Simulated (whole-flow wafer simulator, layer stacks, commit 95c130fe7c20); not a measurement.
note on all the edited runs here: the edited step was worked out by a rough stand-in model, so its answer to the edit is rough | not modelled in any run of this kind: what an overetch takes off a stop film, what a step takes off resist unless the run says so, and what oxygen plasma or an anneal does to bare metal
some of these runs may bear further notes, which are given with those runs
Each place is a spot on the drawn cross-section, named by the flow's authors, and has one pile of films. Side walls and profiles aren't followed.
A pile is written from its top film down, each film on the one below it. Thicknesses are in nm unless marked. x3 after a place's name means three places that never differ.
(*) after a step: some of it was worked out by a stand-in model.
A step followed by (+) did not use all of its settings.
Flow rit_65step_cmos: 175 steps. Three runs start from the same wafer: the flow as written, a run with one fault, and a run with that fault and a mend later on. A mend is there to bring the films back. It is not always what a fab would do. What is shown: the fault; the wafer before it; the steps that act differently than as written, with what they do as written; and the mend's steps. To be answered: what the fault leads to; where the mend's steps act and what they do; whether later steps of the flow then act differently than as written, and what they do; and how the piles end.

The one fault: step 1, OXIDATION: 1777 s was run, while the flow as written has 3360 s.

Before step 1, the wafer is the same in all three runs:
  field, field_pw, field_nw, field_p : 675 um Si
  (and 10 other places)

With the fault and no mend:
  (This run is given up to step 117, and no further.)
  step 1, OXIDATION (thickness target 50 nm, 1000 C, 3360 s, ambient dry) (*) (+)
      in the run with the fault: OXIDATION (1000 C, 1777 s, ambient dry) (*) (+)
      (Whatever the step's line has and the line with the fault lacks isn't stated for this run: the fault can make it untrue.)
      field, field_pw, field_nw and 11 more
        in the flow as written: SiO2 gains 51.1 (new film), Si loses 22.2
        in the run with the fault: SiO2 gains 36.7 (new film), Si loses 15.9
  Steps further on in the flow that do not act as written (37 more steps, not shown, differ only slightly: by at most 2% or 0.5 nm, whichever is larger):
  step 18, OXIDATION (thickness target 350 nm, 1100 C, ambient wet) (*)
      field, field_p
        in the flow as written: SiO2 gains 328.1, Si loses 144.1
        in the run with the fault: SiO2 gains 339, Si loses 148.9
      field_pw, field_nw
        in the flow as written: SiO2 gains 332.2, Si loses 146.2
        in the run with the fault: SiO2 gains 343.1, Si loses 151
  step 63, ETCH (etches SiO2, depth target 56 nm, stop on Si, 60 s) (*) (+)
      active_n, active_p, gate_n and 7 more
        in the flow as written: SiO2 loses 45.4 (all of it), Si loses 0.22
        in the run with the fault: SiO2 loses 31 (all of it), Si loses 0.51
  Once step 117 is done, the piles differ only a little from the flow's at the places that both follow, at most by 2% or 0.5 nm, whichever is larger.

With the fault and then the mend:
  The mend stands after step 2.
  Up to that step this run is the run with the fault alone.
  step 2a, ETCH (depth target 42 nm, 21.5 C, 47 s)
      field, field_pw, field_nw and 11 more
        SiO2 loses 36.7 (all of it)
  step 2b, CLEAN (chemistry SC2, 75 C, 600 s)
      field, field_pw, field_nw and 11 more
        chemical SiO2 gains 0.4 (new film), Si loses 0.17
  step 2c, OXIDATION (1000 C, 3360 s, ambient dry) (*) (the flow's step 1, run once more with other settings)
      field, field_pw, field_nw and 11 more
        SiO2 gains 51 (new film), chemical SiO2 loses 0.4 (all of it), Si loses 22.3
  Steps further on in the flow that do not act as written (17 more steps, not shown, differ only slightly: by at most 2% or 0.5 nm, whichever is larger):
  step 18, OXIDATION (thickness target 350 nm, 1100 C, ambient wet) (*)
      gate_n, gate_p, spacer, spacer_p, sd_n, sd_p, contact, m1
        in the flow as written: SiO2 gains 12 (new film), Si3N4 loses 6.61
        in the run with the mend: SiO2 gains 12 (new film), Si3N4 loses 6.61, SiO2 gains 0.03
  When the end is reached, the piles differ only a little from the flow's at the places that both follow, at most by 2% or 0.5 nm, whichever is larger.
